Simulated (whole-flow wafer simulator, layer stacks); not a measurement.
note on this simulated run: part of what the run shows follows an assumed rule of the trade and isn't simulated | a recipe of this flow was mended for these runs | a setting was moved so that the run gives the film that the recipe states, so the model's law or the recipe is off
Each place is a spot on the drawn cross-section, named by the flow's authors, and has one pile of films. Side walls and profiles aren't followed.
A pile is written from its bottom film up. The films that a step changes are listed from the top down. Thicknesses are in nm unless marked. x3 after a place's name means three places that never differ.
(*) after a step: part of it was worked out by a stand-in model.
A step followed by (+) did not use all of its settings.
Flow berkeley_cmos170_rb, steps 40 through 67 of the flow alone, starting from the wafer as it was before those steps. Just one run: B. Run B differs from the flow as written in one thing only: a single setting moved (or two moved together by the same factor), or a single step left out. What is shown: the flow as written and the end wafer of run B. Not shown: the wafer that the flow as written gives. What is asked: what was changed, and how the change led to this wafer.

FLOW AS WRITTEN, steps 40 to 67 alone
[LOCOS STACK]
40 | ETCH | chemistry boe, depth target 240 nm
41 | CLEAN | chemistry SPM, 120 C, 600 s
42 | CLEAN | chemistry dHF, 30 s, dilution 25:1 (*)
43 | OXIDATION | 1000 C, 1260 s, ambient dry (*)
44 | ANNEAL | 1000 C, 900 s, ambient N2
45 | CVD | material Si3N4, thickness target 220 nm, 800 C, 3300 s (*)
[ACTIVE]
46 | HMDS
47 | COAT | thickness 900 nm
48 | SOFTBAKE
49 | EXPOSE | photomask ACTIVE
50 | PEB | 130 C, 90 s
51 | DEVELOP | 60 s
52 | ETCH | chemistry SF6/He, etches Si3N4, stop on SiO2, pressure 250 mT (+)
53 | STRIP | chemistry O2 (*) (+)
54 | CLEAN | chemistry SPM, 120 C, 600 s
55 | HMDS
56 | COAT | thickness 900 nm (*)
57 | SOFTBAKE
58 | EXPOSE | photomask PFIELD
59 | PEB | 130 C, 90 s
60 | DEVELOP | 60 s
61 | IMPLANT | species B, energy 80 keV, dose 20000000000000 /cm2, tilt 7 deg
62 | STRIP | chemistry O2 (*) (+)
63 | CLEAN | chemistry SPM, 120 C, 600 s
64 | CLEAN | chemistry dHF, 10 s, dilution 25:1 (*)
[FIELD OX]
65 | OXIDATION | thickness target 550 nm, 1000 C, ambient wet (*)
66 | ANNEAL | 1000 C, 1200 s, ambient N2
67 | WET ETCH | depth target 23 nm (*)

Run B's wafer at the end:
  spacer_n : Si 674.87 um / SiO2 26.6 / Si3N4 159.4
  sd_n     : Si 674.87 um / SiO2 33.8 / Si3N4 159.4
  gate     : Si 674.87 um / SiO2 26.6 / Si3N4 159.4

What caused this: step 45, CVD: 2508 s was run, though the flow has 3300 s.

Step by step, how the change led to this:
  45 | CVD | material Si3N4, thickness target 220 nm, 800 C, 3300 s (*)
      field, sd_n, spacer_n and 6 more: Si3N4 gains 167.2 (new film) (it would be, as written: Si3N4 gains 220 (new film))
  52 | ETCH | chemistry SF6/He, etches Si3N4, stop on SiO2, pressure 250 mT (+)
      sd_n, spacer_n, gate, sd_p, spacer_p, gate_p, contact, m1: KrF-resist loses 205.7 (it would be, as written: KrF-resist loses 263)
      field: Si3N4 loses 167.2 (all of it), SiO2 loses 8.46 (it would be, as written: Si3N4 loses 220 (all of it), SiO2 loses 8.46)
  53 | STRIP | chemistry O2 (*) (+)
      sd_n, spacer_n, gate, sd_p, spacer_p, gate_p, contact, m1: KrF-resist loses 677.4 (all of it) (it would be, as written: KrF-resist loses 620 (all of it))
  56 | COAT | thickness 900 nm (*)
      sd_n: KrF-resist gains 809.6 (new film) (it would be, as written: KrF-resist gains 782.7 (new film))
      spacer_n: KrF-resist gains 834.9 (new film) (it would be, as written: KrF-resist gains 816.2 (new film))
      (as well as at 6 more places)
  62 | STRIP | chemistry O2 (*) (+)
      sd_n: KrF-resist loses 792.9 (all of it) (it would be, as written: KrF-resist loses 766.1 (all of it))
      spacer_n: KrF-resist loses 818.1 (all of it) (it would be, as written: KrF-resist loses 799.5 (all of it))
      (as well as at 6 more places)
  65 | OXIDATION | thickness target 550 nm, 1000 C, ambient wet (*)
      gate: SiO2 gains 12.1 (new film), Si3N4 loses 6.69 (it would be, as written: SiO2 gains 12.1 (new film), Si3N4 loses 6.69, SiO2 gains 0.05, Si loses 0.05)
      sd_n: SiO2 gains 12.1 (new film), Si3N4 loses 6.69, SiO2 gains 7.27, Si loses 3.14 (it would be, as written: SiO2 gains 12.1 (new film), Si3N4 loses 6.69, SiO2 gains 1.54, Si loses 0.56)
      (as well as at 1 more place)
